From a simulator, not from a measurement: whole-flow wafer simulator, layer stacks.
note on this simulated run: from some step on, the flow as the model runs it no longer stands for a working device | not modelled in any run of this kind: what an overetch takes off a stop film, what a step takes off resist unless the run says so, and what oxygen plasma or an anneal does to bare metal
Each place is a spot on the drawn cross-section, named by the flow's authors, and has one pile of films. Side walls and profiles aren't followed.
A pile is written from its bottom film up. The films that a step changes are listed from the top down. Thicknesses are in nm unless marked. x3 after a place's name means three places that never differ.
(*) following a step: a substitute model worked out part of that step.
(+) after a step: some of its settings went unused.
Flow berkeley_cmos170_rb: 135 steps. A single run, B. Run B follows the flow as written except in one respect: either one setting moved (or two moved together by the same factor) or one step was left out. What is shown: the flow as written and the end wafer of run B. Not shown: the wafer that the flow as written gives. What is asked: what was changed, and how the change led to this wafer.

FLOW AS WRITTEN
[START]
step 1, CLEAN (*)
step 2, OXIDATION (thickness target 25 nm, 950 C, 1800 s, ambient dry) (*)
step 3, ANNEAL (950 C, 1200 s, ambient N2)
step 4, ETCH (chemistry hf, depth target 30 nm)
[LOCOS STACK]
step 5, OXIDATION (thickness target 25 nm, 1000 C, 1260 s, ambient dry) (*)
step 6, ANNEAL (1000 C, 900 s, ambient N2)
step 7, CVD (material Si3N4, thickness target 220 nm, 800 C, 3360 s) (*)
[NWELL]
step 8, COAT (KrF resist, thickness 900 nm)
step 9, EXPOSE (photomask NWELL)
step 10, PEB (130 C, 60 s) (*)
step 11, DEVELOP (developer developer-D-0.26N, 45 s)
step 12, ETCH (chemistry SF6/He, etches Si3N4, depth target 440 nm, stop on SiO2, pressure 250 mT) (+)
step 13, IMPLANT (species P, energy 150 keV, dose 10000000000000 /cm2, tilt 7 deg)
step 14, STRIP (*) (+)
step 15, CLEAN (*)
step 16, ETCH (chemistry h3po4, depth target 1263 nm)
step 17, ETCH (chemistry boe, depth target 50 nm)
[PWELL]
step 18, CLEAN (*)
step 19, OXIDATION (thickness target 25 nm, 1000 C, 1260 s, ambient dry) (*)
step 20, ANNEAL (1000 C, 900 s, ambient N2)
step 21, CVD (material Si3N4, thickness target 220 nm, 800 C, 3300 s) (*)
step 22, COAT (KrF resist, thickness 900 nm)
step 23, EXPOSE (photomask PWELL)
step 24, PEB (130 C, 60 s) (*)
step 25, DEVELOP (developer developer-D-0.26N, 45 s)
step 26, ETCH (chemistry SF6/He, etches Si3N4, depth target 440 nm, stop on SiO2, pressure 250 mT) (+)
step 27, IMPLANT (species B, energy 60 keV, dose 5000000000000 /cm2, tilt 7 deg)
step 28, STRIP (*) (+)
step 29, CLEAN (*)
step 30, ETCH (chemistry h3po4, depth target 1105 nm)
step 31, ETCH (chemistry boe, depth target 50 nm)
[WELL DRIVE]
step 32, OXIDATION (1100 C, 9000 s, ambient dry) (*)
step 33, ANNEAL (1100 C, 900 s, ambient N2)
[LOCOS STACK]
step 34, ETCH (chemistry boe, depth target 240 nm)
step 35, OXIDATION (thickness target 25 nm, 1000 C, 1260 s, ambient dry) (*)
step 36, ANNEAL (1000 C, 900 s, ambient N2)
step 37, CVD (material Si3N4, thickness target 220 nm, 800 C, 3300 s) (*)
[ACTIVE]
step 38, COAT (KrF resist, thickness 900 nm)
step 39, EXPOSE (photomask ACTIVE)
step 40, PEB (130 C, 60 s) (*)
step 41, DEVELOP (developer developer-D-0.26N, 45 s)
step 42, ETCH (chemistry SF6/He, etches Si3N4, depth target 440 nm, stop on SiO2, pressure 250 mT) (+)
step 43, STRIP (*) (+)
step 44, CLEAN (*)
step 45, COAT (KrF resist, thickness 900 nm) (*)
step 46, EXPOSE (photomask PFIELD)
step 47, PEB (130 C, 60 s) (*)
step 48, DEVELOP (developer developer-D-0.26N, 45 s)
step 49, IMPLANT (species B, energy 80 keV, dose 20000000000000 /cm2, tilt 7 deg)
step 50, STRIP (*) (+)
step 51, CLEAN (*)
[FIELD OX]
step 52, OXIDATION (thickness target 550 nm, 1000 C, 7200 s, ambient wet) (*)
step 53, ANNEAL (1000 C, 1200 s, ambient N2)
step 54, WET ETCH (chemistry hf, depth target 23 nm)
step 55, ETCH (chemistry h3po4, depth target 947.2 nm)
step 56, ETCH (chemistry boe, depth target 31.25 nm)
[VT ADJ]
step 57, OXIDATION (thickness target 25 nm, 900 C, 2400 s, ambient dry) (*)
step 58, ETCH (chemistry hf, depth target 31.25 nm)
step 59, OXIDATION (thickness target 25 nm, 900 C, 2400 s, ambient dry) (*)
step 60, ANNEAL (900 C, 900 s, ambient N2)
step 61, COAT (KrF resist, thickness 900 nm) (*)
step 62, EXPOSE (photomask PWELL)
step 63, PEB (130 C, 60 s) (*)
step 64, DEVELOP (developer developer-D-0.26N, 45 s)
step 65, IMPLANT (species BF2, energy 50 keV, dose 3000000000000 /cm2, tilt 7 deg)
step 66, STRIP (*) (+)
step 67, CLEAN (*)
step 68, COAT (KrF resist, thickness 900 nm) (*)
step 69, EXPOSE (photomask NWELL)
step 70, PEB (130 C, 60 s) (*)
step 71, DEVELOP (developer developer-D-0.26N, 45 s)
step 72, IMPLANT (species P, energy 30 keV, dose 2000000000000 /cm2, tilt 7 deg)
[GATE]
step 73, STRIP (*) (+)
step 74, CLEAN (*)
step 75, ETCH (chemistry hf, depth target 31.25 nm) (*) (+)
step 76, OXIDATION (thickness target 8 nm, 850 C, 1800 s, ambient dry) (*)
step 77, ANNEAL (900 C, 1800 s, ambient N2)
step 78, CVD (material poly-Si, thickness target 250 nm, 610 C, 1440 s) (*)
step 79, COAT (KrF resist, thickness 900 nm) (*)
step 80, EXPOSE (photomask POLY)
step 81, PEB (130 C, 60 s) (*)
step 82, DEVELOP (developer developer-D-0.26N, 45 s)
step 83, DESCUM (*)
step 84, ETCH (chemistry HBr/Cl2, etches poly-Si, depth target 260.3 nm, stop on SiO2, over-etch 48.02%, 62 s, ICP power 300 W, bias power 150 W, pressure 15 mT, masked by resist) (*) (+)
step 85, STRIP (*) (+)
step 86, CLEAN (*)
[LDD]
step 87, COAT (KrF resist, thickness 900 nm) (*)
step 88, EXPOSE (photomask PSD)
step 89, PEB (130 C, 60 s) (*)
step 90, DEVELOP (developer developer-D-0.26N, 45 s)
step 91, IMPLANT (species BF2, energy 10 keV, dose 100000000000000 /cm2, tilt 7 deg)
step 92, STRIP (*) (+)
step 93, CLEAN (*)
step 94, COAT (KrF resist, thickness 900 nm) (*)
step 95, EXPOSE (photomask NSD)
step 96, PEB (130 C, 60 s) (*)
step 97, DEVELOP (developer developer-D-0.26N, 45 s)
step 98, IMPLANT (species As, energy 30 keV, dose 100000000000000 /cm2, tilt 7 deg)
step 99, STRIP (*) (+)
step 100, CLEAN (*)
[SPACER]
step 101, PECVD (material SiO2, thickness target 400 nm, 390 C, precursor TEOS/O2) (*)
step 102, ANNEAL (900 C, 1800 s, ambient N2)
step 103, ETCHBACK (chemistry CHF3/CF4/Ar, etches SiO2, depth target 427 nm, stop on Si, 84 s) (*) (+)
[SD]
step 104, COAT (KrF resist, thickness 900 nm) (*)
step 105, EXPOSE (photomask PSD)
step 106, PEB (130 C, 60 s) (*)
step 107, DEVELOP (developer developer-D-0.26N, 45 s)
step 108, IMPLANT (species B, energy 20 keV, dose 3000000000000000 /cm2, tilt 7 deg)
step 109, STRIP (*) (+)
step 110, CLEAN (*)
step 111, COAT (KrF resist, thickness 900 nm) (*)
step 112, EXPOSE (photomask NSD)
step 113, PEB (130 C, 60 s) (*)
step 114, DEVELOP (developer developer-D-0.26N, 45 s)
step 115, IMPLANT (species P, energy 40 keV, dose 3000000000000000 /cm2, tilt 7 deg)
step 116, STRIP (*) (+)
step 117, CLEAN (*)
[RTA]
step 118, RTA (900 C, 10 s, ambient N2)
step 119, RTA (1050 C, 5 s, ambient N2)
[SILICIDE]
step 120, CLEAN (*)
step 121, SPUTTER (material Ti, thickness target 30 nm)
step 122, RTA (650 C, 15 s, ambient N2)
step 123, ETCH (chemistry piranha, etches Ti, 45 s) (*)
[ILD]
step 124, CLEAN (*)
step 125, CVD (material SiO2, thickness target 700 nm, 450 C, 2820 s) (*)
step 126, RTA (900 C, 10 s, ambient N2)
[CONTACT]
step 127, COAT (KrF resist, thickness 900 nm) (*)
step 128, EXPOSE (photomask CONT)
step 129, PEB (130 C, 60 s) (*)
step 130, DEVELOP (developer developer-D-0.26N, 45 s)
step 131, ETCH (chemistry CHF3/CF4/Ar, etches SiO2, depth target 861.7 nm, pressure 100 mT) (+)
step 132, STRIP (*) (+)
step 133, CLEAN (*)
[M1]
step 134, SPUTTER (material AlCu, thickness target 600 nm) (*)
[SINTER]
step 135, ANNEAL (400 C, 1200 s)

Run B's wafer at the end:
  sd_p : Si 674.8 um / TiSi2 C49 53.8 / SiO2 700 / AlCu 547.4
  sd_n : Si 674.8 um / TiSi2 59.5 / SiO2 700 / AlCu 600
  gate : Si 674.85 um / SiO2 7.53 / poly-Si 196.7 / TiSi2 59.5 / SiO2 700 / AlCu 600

Cause: step 126, RTA: 720 C was run, whereas the flow has 900 C.

How this came from the change, step by step:
  step 126, RTA (900 C, 10 s, ambient N2)
      sd_p: under 1 film: -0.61 TiSi first (all of it), +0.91 TiSi2 C49, -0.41 Si (it would be, as written: under 1 film: +50.7 TiSi2 (new film), -0.61 TiSi first (all of it), -52.9 TiSi2 C49 (all of it), -0.41 Si)
      sd_n, contact, m1: under 1 film: +59.5 TiSi2 (new film), -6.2 TiSi first (all of it), -50.3 TiSi2 C49 (all of it), -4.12 Si (it would be, as written: under 1 film: +56 TiSi2 (new film), -6.2 TiSi first (all of it), -50.3 TiSi2 C49 (all of it), -4.12 Si)
      (and at 2 other places as well)
